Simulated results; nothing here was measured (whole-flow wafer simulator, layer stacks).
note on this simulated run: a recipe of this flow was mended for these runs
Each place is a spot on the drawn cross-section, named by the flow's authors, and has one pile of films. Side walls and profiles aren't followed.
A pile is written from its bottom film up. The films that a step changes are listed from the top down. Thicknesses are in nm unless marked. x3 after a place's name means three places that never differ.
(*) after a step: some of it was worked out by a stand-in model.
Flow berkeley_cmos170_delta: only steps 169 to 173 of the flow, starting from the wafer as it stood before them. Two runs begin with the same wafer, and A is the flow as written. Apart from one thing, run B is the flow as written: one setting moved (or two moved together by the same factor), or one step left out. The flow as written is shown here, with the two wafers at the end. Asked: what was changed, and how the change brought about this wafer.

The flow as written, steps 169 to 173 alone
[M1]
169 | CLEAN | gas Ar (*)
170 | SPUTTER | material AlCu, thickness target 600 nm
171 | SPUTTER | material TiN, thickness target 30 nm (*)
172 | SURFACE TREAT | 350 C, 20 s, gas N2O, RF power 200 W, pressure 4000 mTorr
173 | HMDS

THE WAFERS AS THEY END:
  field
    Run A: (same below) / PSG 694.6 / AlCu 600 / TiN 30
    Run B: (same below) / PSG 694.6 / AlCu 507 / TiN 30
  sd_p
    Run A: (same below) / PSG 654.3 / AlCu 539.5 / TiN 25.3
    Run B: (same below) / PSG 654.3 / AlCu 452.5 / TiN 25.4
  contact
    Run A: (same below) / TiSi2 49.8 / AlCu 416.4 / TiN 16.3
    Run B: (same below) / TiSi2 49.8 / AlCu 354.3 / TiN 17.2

The reason: step 170, SPUTTER: thickness target 507 nm was run, whereas the flow has thickness target 600 nm.
The wafer lets one read it off: field has AlCu 507, and step 170 as written asks for 600 nm.

The path from the change to this, step by step:
  170 | SPUTTER | material AlCu, thickness target 600 nm
      field, sd_n, spacer_n, gate, spacer_p, gate_p, m1: A AlCu gains 600 (new film) | B AlCu gains 507 (new film)
      sd_p: A AlCu gains 539.5 (new film) | B AlCu gains 452.5 (new film)
      (as well as at 1 more place)
  171 | SPUTTER | material TiN, thickness target 30 nm (*)
      contact: A TiN gains 16.3 (new film) | B TiN gains 17.2 (new film)
